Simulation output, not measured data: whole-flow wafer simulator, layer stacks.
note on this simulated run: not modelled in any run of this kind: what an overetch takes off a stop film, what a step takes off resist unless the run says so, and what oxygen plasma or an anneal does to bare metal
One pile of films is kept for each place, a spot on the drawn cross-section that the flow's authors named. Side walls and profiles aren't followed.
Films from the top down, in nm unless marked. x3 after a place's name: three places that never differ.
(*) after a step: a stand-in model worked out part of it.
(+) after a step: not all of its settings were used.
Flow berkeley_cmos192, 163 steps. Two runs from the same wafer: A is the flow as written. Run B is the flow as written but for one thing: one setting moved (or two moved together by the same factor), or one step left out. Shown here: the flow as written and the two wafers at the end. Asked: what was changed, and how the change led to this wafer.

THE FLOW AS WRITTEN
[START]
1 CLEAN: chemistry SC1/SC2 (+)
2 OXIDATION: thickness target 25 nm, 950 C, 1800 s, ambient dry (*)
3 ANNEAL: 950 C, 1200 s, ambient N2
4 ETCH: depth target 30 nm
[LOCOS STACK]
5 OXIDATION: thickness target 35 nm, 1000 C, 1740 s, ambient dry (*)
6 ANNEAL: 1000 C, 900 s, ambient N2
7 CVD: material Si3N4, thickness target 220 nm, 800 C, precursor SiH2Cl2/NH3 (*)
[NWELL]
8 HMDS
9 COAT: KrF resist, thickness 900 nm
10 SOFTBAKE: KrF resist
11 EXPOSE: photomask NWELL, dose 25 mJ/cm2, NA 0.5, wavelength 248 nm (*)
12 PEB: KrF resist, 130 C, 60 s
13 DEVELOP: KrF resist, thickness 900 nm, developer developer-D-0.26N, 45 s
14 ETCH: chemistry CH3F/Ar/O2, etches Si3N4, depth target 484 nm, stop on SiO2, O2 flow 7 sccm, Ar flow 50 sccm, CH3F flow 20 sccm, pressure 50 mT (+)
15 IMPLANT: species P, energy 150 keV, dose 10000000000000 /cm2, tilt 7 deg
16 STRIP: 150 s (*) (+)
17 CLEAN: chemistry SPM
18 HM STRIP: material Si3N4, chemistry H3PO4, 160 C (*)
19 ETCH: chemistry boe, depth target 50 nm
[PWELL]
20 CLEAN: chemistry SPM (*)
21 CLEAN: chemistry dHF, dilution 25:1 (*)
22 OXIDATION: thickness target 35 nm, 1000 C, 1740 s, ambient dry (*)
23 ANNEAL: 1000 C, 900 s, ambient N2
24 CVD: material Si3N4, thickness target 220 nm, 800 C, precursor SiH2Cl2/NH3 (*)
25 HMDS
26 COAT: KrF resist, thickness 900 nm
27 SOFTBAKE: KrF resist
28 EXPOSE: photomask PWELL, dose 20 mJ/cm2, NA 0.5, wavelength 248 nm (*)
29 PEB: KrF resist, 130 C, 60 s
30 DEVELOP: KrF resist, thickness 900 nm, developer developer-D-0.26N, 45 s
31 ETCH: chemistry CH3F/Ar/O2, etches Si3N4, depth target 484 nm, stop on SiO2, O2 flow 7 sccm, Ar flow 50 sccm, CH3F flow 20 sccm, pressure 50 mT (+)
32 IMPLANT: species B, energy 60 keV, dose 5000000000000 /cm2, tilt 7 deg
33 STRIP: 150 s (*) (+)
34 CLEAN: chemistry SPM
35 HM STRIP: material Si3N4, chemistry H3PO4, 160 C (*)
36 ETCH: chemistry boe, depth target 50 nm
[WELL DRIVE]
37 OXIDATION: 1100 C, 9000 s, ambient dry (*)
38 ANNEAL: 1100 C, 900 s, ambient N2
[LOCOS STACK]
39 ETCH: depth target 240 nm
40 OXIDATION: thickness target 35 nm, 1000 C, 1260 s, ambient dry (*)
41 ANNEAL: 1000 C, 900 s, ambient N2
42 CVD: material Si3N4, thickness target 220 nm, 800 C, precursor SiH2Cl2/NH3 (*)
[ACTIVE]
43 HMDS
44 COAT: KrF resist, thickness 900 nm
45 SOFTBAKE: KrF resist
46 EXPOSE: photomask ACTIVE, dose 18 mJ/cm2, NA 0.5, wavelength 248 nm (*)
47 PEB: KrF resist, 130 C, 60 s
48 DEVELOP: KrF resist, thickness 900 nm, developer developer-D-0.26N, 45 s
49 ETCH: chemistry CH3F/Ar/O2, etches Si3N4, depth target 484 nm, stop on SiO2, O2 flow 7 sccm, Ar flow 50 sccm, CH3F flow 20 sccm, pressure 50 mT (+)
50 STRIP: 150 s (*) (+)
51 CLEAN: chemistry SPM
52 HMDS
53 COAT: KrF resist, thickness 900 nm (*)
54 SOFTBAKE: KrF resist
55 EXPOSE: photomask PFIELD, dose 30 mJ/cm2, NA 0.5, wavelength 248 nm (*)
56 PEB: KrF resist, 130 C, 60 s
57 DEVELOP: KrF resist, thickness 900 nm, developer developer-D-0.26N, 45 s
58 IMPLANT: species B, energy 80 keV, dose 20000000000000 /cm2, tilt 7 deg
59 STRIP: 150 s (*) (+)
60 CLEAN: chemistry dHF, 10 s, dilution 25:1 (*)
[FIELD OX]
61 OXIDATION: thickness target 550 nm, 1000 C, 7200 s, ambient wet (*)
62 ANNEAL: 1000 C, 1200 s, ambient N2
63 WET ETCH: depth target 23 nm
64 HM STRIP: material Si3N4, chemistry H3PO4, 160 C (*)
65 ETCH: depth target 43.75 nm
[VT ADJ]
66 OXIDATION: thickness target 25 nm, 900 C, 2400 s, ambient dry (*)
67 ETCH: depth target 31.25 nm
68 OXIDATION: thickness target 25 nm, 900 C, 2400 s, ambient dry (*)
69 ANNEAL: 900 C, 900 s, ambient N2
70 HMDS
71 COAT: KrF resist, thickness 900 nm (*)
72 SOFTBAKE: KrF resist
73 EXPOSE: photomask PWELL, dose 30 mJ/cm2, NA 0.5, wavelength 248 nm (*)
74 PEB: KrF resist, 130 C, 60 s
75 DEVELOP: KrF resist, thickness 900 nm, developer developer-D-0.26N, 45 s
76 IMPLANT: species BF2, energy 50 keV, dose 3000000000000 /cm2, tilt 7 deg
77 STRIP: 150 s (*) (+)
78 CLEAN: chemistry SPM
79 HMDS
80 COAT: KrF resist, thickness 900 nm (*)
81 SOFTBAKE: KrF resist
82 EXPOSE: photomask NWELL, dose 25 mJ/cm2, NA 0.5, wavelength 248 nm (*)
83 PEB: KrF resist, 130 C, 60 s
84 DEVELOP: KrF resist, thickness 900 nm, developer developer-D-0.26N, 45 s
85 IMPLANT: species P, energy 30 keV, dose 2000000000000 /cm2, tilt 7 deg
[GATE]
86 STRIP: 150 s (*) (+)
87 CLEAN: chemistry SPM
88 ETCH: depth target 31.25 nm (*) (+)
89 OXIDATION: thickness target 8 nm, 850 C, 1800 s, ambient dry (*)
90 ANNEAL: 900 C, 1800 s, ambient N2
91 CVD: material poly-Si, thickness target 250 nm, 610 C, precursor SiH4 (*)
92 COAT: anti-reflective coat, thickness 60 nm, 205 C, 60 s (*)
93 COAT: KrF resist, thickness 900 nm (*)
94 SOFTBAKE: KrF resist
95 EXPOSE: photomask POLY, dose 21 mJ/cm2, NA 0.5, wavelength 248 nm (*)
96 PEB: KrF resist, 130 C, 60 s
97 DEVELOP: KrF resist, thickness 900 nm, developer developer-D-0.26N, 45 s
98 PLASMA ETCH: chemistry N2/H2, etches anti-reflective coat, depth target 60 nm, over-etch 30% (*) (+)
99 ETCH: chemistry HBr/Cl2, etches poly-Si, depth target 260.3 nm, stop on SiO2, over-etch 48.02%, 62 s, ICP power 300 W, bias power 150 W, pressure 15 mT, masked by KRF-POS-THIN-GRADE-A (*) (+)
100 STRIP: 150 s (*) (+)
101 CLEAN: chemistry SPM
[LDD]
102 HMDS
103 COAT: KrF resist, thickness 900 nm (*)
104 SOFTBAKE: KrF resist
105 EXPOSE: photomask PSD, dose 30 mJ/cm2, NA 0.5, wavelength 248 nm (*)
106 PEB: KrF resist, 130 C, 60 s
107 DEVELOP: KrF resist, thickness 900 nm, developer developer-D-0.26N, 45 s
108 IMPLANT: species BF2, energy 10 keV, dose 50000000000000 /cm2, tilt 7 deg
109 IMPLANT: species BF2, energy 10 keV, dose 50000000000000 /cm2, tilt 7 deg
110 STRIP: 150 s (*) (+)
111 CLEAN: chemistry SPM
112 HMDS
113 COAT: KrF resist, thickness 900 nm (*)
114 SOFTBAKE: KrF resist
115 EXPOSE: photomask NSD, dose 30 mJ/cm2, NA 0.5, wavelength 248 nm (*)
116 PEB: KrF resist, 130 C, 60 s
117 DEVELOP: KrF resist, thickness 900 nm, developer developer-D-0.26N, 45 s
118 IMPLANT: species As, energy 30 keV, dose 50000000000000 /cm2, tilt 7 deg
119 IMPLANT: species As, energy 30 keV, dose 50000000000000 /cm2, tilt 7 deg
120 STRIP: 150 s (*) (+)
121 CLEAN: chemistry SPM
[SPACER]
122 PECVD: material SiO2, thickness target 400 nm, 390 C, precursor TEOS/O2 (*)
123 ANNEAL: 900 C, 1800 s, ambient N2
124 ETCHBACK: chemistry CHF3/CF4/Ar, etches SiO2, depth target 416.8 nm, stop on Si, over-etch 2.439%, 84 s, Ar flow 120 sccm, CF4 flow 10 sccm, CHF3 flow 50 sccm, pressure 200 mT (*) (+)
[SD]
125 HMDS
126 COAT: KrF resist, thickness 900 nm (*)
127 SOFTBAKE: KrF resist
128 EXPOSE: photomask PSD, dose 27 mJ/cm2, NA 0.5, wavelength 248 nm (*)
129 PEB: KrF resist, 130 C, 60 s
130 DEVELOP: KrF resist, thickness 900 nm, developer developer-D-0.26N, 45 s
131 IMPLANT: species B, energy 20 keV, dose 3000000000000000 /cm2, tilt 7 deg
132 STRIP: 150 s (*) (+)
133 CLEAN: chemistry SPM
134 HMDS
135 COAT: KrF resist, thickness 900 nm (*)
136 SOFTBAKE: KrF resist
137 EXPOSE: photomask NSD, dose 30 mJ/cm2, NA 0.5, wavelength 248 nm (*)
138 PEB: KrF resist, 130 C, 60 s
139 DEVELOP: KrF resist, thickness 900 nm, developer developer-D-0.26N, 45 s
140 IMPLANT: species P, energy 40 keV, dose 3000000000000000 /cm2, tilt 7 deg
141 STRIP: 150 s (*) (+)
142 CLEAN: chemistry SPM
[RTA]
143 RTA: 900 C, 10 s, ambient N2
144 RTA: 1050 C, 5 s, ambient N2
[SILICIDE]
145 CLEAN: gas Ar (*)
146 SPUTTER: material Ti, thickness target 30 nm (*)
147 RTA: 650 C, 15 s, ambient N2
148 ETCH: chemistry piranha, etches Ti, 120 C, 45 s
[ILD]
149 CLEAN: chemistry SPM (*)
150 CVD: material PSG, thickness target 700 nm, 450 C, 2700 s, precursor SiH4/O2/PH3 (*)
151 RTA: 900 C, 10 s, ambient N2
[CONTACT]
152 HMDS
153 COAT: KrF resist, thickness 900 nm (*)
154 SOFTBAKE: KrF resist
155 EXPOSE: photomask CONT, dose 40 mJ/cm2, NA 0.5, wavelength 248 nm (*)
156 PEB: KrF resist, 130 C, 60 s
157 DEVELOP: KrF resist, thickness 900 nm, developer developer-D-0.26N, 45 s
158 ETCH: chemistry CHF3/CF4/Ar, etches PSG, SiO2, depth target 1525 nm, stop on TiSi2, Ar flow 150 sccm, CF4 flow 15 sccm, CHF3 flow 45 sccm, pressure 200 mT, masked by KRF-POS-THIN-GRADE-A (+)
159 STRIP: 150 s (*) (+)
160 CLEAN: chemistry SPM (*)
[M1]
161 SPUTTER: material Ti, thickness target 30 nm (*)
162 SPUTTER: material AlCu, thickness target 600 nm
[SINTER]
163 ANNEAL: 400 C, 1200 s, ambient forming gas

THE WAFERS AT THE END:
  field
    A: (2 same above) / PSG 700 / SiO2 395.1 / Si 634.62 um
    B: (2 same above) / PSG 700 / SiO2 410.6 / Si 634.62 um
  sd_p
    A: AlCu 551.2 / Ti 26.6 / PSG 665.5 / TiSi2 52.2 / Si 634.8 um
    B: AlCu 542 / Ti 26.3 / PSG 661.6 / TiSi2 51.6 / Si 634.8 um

The cause: step 67, ETCH: depth target 15.62 nm was run, where the flow has depth target 31.25 nm.

How the change led to this, step by step:
  67 ETCH: depth target 31.25 nm
      field: A SiO2 -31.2 | B SiO2 -15.6
  92 COAT: anti-reflective coat, thickness 60 nm, 205 C, 60 s (*)
      sd_n: A anti-reflective coat +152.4 (new film) | B anti-reflective coat +163.4 (new film)
      spacer_n: A anti-reflective coat +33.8 (new film) | B anti-reflective coat +30.1 (new film)
      (and at 6 more places)
  98 PLASMA ETCH: chemistry N2/H2, etches anti-reflective coat, depth target 60 nm, over-etch 30% (*) (+)
      sd_n: A anti-reflective coat -152.4 (all of it), poly-Si -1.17 | B anti-reflective coat -163.4 (all of it), poly-Si -1.26
      spacer_n: A anti-reflective coat -33.8 (all of it), poly-Si -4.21 | B anti-reflective coat -30.1 (all of it), poly-Si -4.68
      (and at 4 more places)
  100 STRIP: 150 s (*) (+)
      gate: A chemical SiO2 +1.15 (new film), KrF resist -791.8 (all of it), anti-reflective coat -30 (all of it), poly-Si -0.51 | B chemical SiO2 +1.15 (new film), KrF resist -805 (all of it), anti-reflective coat -26 (all of it), poly-Si -0.51
      gate_p: A chemical SiO2 +1.15 (new film), KrF resist -765.1 (all of it), anti-reflective coat -31 (all of it), poly-Si -0.51 | B chemical SiO2 +1.15 (new film), KrF resist -773.7 (all of it), anti-reflective coat -28.2 (all of it), poly-Si -0.51
  147 RTA: 650 C, 15 s, ambient N2
      sd_p: A Ti -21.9, TiSi first +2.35 (new film), TiSi2 C49 +52.1 (new film), Si -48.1 | B Ti -21.6, TiSi first +1.72 (new film), TiSi2 C49 +52.4 (new film), Si -47.9
  151 RTA: 900 C, 10 s, ambient N2
      sd_p: A under 1 film: TiSi2 +52.2 (new film), TiSi first -2.25 (all of it), TiSi2 C49 -52.1 (all of it), Si -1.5 | B under 1 film: TiSi2 +51.6 (new film), TiSi first -1.62 (all of it), TiSi2 C49 -52.4 (all of it), Si -1.08
